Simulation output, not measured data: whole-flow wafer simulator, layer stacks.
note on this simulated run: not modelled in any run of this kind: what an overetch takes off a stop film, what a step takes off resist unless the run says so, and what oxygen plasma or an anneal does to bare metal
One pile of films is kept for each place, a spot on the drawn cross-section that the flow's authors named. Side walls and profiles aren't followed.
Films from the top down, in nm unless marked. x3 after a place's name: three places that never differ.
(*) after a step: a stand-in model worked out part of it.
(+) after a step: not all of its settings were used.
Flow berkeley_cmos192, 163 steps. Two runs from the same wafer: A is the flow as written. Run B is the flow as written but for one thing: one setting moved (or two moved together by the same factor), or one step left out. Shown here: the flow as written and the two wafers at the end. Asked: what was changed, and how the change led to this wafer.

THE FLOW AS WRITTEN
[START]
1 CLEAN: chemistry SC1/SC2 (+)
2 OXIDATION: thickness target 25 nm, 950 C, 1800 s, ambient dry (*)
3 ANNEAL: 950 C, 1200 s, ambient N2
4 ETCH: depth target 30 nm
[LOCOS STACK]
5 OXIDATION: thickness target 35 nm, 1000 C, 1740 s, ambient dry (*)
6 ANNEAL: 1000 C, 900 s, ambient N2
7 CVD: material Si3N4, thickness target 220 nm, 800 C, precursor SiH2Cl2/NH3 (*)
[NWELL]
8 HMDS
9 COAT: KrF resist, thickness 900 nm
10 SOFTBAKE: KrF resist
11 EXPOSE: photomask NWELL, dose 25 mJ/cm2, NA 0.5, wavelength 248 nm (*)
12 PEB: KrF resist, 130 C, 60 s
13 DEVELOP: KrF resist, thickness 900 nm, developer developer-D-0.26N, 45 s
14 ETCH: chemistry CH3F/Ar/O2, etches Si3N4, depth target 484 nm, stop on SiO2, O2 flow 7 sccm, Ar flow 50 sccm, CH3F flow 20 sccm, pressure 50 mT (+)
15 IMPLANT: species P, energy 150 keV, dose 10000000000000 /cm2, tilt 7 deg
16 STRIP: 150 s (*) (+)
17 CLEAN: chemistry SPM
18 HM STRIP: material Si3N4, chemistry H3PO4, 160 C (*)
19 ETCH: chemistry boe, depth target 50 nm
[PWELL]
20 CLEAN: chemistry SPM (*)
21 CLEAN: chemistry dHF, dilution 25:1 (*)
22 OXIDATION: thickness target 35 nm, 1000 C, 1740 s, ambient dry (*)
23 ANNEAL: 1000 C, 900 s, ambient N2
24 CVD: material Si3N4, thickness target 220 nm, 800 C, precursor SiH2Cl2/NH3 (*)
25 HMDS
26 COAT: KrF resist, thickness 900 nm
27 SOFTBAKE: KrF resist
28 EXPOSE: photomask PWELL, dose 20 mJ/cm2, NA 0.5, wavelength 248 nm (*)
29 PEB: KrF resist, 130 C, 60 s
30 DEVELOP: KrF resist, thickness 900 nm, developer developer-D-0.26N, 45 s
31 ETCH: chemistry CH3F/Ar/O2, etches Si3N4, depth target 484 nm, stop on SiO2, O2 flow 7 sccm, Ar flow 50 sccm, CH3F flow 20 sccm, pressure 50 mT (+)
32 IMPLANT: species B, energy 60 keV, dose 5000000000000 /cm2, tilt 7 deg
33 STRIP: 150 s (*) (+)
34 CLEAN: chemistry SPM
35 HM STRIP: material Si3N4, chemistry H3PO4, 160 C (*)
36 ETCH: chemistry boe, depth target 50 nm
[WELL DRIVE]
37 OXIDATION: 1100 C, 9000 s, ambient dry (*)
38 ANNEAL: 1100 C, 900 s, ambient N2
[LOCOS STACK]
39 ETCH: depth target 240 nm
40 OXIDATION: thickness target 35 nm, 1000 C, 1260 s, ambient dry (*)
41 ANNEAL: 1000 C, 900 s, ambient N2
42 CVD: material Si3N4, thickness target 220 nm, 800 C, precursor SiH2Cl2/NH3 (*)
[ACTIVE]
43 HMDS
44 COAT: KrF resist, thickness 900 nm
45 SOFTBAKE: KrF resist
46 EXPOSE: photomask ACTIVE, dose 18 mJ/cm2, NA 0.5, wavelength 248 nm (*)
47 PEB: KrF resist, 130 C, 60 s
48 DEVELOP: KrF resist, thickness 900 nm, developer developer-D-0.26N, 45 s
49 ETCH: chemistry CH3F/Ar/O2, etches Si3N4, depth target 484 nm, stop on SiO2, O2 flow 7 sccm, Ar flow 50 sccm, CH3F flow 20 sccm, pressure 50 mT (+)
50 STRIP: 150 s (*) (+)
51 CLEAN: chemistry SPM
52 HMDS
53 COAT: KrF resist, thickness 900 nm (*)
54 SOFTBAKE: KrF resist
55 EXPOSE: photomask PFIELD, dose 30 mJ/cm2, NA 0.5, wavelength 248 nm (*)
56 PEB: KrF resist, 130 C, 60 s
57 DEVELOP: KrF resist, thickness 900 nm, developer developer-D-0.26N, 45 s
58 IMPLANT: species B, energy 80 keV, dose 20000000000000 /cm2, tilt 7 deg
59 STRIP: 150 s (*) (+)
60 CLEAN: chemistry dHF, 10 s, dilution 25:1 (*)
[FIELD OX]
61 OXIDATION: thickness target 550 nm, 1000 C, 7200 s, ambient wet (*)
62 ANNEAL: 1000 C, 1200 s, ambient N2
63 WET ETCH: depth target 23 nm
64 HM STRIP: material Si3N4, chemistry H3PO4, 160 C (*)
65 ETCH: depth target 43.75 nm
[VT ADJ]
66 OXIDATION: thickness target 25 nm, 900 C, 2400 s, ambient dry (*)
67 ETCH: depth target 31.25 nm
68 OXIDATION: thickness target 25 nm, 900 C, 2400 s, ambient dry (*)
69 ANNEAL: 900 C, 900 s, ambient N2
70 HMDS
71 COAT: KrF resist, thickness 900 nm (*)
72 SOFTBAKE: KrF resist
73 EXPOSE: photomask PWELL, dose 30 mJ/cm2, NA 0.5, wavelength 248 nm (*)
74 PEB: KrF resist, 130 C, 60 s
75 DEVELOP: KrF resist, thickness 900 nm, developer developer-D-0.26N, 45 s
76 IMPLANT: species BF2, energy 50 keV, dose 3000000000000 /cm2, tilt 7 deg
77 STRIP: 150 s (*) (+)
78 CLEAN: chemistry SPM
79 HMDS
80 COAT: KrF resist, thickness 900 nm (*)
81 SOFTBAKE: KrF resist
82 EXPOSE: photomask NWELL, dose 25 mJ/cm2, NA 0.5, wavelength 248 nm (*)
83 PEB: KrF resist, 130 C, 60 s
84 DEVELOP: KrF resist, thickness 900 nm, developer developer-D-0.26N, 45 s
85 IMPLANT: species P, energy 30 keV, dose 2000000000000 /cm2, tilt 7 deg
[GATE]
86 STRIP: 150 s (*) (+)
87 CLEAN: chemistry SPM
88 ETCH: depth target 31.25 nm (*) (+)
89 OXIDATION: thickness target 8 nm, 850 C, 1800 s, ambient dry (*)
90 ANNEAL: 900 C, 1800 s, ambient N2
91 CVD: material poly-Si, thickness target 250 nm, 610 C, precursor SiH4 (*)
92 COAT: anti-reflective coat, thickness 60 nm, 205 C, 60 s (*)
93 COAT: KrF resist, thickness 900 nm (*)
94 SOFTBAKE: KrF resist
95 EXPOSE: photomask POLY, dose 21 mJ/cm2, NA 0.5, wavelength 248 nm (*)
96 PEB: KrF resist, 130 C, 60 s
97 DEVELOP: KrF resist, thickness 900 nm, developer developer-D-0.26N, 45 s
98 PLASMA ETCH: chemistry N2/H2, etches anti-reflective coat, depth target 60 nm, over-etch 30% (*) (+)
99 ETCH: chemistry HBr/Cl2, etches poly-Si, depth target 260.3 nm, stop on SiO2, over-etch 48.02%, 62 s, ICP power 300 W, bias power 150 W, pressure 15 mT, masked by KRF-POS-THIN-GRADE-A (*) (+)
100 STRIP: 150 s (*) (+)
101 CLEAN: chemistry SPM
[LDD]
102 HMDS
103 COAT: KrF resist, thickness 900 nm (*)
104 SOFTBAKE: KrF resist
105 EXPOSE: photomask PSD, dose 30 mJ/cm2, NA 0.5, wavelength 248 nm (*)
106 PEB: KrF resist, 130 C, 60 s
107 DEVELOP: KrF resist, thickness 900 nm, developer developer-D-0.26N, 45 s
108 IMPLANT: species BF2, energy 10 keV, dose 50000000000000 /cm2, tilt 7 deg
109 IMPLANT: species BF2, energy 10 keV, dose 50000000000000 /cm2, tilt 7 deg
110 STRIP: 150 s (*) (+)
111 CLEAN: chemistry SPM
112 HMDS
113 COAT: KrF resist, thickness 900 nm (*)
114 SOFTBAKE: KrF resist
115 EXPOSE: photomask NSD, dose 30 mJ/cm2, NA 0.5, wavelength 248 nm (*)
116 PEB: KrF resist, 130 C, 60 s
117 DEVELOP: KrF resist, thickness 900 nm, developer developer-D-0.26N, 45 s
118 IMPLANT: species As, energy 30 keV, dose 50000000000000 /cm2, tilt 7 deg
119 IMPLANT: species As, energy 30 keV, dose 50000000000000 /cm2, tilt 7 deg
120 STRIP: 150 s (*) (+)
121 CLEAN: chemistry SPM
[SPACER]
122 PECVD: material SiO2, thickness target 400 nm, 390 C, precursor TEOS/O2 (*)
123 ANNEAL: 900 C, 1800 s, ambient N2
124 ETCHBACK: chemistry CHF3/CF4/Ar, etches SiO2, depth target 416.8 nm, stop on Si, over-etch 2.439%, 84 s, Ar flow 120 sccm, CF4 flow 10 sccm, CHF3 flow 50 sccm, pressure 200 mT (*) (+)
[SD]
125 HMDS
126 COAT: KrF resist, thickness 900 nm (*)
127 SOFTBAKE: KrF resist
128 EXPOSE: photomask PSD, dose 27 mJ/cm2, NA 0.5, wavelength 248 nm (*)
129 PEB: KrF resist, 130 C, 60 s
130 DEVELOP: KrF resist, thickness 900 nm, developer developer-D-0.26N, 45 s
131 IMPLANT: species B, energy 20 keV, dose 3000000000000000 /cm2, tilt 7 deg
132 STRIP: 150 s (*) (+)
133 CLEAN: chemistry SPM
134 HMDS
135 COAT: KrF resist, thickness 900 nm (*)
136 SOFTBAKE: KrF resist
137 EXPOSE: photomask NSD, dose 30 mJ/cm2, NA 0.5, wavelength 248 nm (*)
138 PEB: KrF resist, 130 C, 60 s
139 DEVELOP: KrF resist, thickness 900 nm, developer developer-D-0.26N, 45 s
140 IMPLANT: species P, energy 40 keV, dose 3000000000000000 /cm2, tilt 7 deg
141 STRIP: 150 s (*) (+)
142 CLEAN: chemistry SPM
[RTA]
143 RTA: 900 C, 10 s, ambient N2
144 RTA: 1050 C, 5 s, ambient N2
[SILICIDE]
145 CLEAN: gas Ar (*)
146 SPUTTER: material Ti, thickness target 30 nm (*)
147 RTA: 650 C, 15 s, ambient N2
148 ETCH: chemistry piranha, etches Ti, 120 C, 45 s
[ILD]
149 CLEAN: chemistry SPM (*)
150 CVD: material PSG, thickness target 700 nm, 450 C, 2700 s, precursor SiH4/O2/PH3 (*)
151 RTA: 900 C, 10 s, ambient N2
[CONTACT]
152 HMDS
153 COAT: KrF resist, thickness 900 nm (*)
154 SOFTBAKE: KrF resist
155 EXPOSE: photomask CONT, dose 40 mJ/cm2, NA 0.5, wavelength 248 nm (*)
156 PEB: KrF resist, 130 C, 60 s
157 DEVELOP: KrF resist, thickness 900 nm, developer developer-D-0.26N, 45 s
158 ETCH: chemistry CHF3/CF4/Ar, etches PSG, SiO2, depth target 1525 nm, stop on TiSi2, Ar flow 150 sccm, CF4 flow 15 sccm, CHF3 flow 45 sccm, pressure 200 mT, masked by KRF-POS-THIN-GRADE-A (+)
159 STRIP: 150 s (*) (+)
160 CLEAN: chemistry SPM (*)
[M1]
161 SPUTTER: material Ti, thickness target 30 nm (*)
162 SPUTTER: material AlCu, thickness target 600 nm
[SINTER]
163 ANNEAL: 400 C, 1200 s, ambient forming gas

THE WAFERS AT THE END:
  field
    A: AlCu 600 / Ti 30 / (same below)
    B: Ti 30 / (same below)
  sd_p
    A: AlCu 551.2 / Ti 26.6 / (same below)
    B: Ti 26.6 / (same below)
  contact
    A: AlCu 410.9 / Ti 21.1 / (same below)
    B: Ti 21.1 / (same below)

The cause: step 162, SPUTTER: material AlCu, thickness target 600 nm, was left out.

How the change led to this, step by step:
  (no step that both runs have acts differently)
